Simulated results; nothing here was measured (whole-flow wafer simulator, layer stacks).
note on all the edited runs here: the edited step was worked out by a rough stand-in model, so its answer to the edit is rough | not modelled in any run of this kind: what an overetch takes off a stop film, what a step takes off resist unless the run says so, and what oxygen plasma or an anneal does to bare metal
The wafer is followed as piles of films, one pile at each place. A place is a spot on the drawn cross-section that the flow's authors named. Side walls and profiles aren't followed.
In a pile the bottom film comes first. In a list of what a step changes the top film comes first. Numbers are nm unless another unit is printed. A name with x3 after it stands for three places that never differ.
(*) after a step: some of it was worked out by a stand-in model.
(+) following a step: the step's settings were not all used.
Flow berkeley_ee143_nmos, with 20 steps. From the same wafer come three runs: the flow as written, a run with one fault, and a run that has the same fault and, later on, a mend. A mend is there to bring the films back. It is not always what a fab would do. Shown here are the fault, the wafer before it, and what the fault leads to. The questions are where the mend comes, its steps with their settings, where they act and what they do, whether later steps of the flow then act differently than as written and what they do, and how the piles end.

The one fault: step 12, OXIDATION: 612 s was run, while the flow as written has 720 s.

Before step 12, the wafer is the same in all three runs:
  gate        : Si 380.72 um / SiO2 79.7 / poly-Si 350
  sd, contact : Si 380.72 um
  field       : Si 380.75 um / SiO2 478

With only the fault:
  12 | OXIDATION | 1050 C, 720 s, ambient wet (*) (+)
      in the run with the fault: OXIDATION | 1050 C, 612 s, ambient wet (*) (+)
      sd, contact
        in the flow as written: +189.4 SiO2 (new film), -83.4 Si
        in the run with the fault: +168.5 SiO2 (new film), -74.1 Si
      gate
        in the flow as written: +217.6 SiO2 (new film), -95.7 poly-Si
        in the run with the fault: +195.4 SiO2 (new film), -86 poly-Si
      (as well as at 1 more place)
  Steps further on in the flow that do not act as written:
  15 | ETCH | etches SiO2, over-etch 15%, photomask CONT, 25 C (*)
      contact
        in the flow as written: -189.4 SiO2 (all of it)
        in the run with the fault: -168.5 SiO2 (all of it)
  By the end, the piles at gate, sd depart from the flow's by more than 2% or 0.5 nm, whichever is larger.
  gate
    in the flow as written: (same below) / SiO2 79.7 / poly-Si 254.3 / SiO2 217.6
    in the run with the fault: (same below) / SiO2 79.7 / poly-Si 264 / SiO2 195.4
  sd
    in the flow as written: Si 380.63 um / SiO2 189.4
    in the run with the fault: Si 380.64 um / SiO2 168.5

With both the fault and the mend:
  The mend stands after step 12.
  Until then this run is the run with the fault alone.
  12a | OXIDATION | 1050 C, 108 s, ambient wet (*) (+) (the flow's step 12 again, with other settings)
      sd, contact
        +21 SiO2, -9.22 Si
      gate
        +22.2 SiO2, -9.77 poly-Si
      field
        +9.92 SiO2, -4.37 Si
  Later steps of the flow that are run all act as written at every place that is followed.
  By the end, the piles equal the flow's at every place that both follow.
